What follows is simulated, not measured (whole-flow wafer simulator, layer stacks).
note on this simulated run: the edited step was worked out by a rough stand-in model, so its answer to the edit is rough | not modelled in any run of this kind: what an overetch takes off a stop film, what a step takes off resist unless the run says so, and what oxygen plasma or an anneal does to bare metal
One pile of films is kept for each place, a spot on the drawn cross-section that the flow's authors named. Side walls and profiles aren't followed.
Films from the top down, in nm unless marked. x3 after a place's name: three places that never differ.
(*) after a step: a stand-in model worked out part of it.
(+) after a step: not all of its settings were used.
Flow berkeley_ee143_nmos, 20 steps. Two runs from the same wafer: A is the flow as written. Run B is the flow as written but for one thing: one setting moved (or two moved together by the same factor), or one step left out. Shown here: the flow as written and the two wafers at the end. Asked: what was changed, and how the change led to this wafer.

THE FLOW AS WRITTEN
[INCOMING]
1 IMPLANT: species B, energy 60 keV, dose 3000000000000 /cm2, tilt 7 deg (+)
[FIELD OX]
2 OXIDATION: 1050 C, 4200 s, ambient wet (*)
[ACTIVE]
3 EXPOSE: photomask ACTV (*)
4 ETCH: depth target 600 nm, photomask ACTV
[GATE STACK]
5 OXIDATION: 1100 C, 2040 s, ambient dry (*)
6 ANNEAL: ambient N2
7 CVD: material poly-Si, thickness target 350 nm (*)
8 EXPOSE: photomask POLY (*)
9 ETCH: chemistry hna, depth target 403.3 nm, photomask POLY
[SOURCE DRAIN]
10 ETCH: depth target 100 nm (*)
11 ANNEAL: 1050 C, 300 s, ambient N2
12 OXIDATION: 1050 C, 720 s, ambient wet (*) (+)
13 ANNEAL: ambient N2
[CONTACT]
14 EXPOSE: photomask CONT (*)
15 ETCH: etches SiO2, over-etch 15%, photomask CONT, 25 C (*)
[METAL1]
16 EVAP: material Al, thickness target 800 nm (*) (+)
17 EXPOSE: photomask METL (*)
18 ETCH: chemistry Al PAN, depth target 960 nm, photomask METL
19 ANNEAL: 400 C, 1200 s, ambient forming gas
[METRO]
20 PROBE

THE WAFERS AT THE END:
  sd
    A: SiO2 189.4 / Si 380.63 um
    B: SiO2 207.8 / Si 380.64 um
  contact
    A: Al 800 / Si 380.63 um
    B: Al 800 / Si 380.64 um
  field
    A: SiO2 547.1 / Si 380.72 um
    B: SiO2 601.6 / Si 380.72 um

The cause: step 10, ETCH: depth target 40 nm was run, where the flow has depth target 100 nm.

How the change led to this, step by step:
  10 ETCH: depth target 100 nm (*)
      sd, contact: A SiO2 -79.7 (all of it) | B SiO2 -40
      field: A SiO2 -100 | B SiO2 -40
  12 OXIDATION: 1050 C, 720 s, ambient wet (*) (+)
      sd, contact: A SiO2 +189.4 (new film), Si -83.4 | B SiO2 +168.1, Si -74
      field: A SiO2 +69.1, Si -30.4 | B SiO2 +63.6, Si -28
  15 ETCH: etches SiO2, over-etch 15%, photomask CONT, 25 C (*)
      contact: A SiO2 -189.4 (all of it) | B SiO2 -207.8 (all of it)
